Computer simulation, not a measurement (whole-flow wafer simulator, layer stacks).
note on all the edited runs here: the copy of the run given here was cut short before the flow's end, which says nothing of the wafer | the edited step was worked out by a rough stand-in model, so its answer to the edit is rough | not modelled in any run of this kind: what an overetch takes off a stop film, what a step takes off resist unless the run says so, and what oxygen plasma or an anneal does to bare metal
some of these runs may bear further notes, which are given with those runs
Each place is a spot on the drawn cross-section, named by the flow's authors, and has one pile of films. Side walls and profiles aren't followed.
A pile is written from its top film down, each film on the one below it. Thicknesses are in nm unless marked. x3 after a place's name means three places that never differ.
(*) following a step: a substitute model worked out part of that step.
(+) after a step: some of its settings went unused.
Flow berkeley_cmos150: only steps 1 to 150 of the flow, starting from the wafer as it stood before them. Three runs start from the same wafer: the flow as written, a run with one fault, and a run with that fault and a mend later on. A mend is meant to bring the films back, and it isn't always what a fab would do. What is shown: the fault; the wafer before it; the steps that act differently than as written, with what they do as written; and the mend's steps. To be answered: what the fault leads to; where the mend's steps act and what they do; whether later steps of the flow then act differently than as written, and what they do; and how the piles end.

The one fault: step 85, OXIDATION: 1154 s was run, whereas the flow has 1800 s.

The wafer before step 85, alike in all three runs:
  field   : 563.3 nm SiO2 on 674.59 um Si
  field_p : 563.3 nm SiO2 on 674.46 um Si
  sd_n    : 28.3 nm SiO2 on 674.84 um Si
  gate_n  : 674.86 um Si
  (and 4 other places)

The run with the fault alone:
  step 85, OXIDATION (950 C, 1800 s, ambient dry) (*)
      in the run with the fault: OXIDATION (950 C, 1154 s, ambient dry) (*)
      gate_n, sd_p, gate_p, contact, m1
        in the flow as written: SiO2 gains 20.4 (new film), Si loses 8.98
        in the run with the fault: SiO2 gains 15.6 (new film), Si loses 6.85
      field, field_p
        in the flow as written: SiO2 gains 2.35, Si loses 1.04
        in the run with the fault: SiO2 gains 1.51, Si loses 0.66
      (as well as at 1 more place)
  Steps later in the flow that act otherwise than as written (not shown: 22 more steps that differ only slightly, by at most 2% or 0.5 nm, whichever is larger):
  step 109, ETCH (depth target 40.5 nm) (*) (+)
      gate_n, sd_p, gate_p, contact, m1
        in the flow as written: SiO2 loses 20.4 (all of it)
        in the run with the fault: SiO2 loses 15.6 (all of it)
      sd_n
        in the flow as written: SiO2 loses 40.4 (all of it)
        in the run with the fault: SiO2 loses 36.6 (all of it)
  When the end is reached, the piles differ only a little from the flow's at the places that both follow, at most by 2% or 0.5 nm, whichever is larger.

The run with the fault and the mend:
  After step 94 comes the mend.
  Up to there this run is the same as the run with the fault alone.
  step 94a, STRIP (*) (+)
      field_p
        KrF resist loses 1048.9 (all of it)
      sd_p
        KrF resist loses 1274.6 (all of it)
      gate_p
        KrF resist loses 1249.3 (all of it)
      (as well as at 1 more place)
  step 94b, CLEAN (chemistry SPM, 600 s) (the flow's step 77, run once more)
      alters no film at any place that is followed
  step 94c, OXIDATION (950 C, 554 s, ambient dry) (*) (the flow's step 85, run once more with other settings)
      gate_n, sd_p, gate_p, contact, m1
        SiO2 gains 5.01, Si loses 2.2
      field, field_p
        SiO2 gains 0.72, Si loses 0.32
      sd_n
        SiO2 gains 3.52, Si loses 1.55
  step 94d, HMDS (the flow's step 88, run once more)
      alters no film at any place that is followed
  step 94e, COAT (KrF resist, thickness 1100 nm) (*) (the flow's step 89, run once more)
      field
        KrF resist gains 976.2 (new film)
      field_p
        KrF resist gains 1087.8 (new film)
      sd_n
        KrF resist gains 1243.1 (new film)
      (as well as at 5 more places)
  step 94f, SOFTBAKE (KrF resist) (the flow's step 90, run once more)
      alters no film at any place that is followed
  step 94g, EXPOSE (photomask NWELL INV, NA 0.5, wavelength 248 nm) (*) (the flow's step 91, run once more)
      alters no film at any place that is followed
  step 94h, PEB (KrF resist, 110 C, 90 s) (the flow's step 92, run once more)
      field
        KrF resist loses 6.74
      field_p
        KrF resist loses 7.53
      sd_n
        KrF resist loses 8.63
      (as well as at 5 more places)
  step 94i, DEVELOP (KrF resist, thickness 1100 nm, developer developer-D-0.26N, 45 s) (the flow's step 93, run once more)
      field_p, sd_p, gate_p, m1
        KrF resist loses 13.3
      field
        KrF resist loses 969.5 (all of it)
      sd_n
        KrF resist loses 1234.4 (all of it)
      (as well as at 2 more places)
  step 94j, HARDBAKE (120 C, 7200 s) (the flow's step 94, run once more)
      field_p
        KrF resist loses 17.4
      sd_p
        KrF resist loses 21.4
      gate_p
        KrF resist loses 20.9
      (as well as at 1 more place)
  Every later step of the flow that is run acts as written, at every place that is followed, to within 2% or 0.5 nm, whichever is larger.
  When the end is reached, the piles differ only a little from the flow's at the places that both follow, at most by 2% or 0.5 nm, whichever is larger.
